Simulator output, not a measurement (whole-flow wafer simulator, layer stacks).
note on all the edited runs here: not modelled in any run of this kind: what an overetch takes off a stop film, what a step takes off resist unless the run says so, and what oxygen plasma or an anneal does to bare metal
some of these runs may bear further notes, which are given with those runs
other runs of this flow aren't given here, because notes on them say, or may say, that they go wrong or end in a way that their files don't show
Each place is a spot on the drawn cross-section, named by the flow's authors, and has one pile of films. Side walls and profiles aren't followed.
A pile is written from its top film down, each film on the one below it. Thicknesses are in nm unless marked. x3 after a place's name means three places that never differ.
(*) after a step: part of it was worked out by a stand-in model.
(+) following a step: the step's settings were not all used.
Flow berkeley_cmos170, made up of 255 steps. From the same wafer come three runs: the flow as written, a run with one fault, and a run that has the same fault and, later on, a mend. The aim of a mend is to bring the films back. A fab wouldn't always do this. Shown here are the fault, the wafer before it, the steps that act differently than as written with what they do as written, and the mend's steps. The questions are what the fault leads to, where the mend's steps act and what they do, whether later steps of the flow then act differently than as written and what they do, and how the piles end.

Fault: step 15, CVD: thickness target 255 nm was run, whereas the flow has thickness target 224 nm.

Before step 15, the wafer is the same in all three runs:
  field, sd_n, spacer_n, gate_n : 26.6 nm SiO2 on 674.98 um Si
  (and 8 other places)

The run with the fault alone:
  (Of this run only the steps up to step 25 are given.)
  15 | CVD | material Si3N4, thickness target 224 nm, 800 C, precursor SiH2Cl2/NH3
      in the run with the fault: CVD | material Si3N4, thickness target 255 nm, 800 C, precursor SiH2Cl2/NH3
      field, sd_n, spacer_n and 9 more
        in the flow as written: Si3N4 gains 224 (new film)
        in the run with the fault: Si3N4 gains 255 (new film)
  Later steps of the flow acting differently than as written:
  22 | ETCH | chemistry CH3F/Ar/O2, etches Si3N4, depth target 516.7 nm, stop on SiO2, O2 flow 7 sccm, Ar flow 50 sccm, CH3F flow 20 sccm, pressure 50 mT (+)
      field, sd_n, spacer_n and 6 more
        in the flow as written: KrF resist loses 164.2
        in the run with the fault: KrF resist loses 184.9
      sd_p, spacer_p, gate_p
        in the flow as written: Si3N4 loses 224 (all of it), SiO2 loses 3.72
        in the run with the fault: Si3N4 loses 255 (all of it), SiO2 loses 3.72
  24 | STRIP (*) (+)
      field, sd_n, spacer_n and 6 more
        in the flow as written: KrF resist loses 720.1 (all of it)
        in the run with the fault: KrF resist loses 699.5 (all of it)
  After step 25, at field, sd_n, spacer_n and 6 more, the piles differ from the flow's by more than 2% or 0.5 nm, whichever is larger.
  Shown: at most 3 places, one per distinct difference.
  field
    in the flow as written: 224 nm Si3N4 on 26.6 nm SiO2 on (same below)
    in the run with the fault: 255 nm Si3N4 on 26.6 nm SiO2 on (same below)

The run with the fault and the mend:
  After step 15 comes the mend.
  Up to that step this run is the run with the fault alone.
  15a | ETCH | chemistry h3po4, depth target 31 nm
      field, sd_n, spacer_n and 9 more
        Si3N4 loses 31
  Later steps of the flow that are run all act as written at every place that is followed.
  At every place that both follow, the piles at the end match the flow's.
